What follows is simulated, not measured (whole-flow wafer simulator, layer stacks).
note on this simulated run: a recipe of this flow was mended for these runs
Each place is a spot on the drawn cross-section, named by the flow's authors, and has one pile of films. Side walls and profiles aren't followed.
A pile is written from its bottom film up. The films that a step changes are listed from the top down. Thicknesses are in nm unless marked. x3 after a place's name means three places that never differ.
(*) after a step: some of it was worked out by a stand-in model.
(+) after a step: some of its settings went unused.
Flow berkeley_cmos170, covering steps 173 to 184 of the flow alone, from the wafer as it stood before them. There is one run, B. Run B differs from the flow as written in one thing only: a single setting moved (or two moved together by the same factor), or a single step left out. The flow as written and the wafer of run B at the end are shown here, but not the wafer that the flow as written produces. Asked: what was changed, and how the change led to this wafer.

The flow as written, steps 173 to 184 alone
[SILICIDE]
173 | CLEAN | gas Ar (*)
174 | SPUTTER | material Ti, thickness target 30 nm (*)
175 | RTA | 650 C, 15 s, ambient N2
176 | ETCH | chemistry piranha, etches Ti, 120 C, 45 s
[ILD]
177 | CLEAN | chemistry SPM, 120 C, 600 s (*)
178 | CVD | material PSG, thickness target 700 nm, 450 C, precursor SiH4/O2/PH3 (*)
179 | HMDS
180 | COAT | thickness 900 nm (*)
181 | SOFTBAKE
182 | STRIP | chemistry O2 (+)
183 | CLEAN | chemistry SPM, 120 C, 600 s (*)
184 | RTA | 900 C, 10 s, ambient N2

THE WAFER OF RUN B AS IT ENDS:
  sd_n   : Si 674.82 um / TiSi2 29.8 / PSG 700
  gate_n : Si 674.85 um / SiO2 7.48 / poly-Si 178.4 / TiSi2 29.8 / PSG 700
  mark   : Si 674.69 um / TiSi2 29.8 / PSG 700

Cause: step 174, SPUTTER: thickness target 16 nm was run, whereas the flow has thickness target 30 nm.

The path from the change to this, step by step:
  174 | SPUTTER | material Ti, thickness target 30 nm (*)
      field, mark, sd_n and 10 more: +16 Ti (new film) (it would be, as written: +30 Ti (new film))
  175 | RTA | 650 C, 15 s, ambient N2
      mark, sd_n, sd_p, contact, m1, via1, m2, via2: -12.5 Ti, +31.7 TiSi2 C49 (new film), -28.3 Si (it would be, as written: -23.4 Ti, +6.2 TiSi first (new film), +50.3 TiSi2 C49 (new film), -49 Si)
      gate_n, gate_p: -12.5 Ti, +31.7 TiSi2 C49 (new film), -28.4 poly-Si (it would be, as written: -23.4 Ti, +6.2 TiSi first (new film), +50.3 TiSi2 C49 (new film), -49.2 poly-Si)
  176 | ETCH | chemistry piranha, etches Ti, 120 C, 45 s
      mark, sd_n, gate_n and 7 more: -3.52 Ti (all of it), -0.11 TiSi2 C49 (it would be, as written: -6.6 Ti (all of it), -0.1 TiSi first)
      field, spacer_n, spacer_p: -16 Ti (all of it) (it would be, as written: -30 Ti (all of it))
  184 | RTA | 900 C, 10 s, ambient N2
      mark, sd_n, sd_p, contact, m1, via1, m2, via2: under 1 film: +29.8 TiSi2 (new film), -31.6 TiSi2 C49 (all of it) (it would be, as written: under 1 film: +55.9 TiSi2 (new film), -6.09 TiSi first (all of it), -50.3 TiSi2 C49 (all of it), -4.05 Si)
      gate_n, gate_p: under 1 film: +29.8 TiSi2 (new film), -31.6 TiSi2 C49 (all of it) (it would be, as written: under 1 film: +55.9 TiSi2 (new film), -6.09 TiSi first (all of it), -50.3 TiSi2 C49 (all of it), -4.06 poly-Si)
